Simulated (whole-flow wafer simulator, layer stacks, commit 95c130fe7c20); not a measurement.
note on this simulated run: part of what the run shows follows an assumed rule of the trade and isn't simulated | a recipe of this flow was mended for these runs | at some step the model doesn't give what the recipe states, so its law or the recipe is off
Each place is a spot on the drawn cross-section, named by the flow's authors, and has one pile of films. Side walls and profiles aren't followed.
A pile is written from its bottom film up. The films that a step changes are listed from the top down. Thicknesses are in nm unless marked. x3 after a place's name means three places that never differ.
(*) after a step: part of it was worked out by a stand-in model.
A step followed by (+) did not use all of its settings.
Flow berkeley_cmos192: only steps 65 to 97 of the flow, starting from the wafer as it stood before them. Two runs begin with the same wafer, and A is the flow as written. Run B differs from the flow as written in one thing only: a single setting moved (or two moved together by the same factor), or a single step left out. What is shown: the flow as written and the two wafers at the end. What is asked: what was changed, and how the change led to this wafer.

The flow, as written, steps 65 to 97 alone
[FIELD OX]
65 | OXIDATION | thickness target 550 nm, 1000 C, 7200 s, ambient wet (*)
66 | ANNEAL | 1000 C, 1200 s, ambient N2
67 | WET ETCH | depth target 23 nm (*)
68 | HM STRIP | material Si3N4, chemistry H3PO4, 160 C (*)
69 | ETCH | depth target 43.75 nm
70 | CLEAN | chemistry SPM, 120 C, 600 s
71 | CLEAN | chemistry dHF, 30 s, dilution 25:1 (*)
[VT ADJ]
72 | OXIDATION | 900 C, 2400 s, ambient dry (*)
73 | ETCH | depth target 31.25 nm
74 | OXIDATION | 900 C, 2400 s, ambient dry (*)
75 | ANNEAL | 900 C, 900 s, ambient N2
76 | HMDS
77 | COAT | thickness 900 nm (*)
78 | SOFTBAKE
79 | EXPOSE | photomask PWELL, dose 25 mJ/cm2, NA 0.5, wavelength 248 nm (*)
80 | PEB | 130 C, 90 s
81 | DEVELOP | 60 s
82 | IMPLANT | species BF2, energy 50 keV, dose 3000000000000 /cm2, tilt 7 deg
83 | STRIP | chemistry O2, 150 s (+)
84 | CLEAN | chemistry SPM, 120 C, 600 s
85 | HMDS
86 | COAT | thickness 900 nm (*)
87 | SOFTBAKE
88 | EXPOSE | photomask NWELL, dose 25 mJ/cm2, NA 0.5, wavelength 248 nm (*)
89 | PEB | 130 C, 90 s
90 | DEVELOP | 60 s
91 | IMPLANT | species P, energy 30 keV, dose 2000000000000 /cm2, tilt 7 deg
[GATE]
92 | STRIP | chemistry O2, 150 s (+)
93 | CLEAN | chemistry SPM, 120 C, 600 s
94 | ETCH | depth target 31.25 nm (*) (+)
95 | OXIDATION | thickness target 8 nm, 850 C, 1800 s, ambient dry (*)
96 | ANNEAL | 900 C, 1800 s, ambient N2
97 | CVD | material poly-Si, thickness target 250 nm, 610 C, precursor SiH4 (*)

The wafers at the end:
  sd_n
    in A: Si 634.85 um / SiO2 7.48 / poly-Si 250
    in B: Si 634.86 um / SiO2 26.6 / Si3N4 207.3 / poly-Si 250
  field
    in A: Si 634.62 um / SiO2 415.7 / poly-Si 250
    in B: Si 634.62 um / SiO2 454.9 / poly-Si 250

The reason: step 67, WET ETCH: depth target 23 nm (*), was omitted.

The path from the change to this, step by step:
  68 | HM STRIP | material Si3N4, chemistry H3PO4, 160 C (*)
      sd_n, spacer_n, gate, sd_p, spacer_p, gate_p, contact, m1: A Si3N4 loses 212 (all of it), SiO2 loses 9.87 | B nothing
      field: A SiO2 loses 16.5 | B nothing
  69 | ETCH | depth target 43.75 nm
      spacer_n, gate, spacer_p, gate_p, contact, m1: A SiO2 loses 16.7 (all of it) | B SiO2 loses 12.1 (all of it), Si3N4 loses 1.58
      sd_n, sd_p: A SiO2 loses 16.8 (all of it) | B SiO2 loses 12.1 (all of it), Si3N4 loses 1.58
  70 | CLEAN | chemistry SPM, 120 C, 600 s
      sd_n, spacer_n, gate, sd_p, spacer_p, gate_p, contact, m1: A chemical SiO2 gains 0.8 (new film), Si loses 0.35 | B nothing
  71 | CLEAN | chemistry dHF, 30 s, dilution 25:1 (*)
      sd_n, spacer_n, gate, sd_p, spacer_p, gate_p, contact, m1: A chemical SiO2 loses 0.8 (all of it) | B Si3N4 loses 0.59
  72 | OXIDATION | 900 C, 2400 s, ambient dry (*)
      sd_n, spacer_n, gate, sd_p, spacer_p, gate_p, contact, m1: A SiO2 gains 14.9 (new film), Si loses 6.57 | B nothing
  73 | ETCH | depth target 31.25 nm
      sd_n, spacer_n, gate, sd_p, spacer_p, gate_p, contact, m1: A SiO2 loses 14.9 (all of it) | B Si3N4 loses 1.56
  74 | OXIDATION | 900 C, 2400 s, ambient dry (*)
      sd_n, spacer_n, gate, sd_p, spacer_p, gate_p, contact, m1: A SiO2 gains 14.9 (new film), Si loses 6.57 | B nothing
  77 | COAT | thickness 900 nm (*)
      field: A KrF-resist gains 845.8 (new film) | B KrF-resist gains 897.2 (new film)
      sd_n: A KrF-resist gains 1006.3 (new film) | B KrF-resist gains 905.3 (new film)
      (as well as at 7 more places)
  81 | DEVELOP | 60 s
      spacer_n, gate: A KrF-resist loses 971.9 (all of it) | B KrF-resist loses 901.9 (all of it)
      field: A KrF-resist loses 844 (all of it) | B KrF-resist loses 895.2 (all of it)
      (as well as at 3 more places)
  83 | STRIP | chemistry O2, 150 s (+)
      sd_p: A KrF-resist loses 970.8 (all of it) | B KrF-resist loses 887.5 (all of it)
      spacer_p: A KrF-resist loses 953.7 (all of it) | B KrF-resist loses 886.8 (all of it)
      (as well as at 1 more place)
  86 | COAT | thickness 900 nm (*)
      field: A KrF-resist gains 845.8 (new film) | B KrF-resist gains 897.2 (new film)
      sd_n: A KrF-resist gains 1006.3 (new film) | B KrF-resist gains 905.3 (new film)
      (as well as at 7 more places)
  90 | DEVELOP | 60 s
      sd_p: A KrF-resist loses 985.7 (all of it) | B KrF-resist loses 902.5 (all of it)
      spacer_p: A KrF-resist loses 968.6 (all of it) | B KrF-resist loses 901.7 (all of it)
      (as well as at 1 more place)
  92 | STRIP | chemistry O2, 150 s (+)
      field: A KrF-resist loses 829 (all of it) | B KrF-resist loses 880.3 (all of it)
      sd_n: A KrF-resist loses 989.1 (all of it) | B KrF-resist loses 888.4 (all of it)
      (as well as at 4 more places)
  94 | ETCH | depth target 31.25 nm (*) (+)
      sd_n, spacer_n, gate, sd_p, spacer_p, gate_p, contact, m1: A SiO2 loses 14.9 (all of it) | B Si3N4 loses 1.56
  95 | OXIDATION | thickness target 8 nm, 850 C, 1800 s, ambient dry (*)
      sd_n, spacer_n, gate, sd_p, spacer_p, gate_p, contact, m1: A SiO2 gains 7.48 (new film), Si loses 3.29 | B nothing
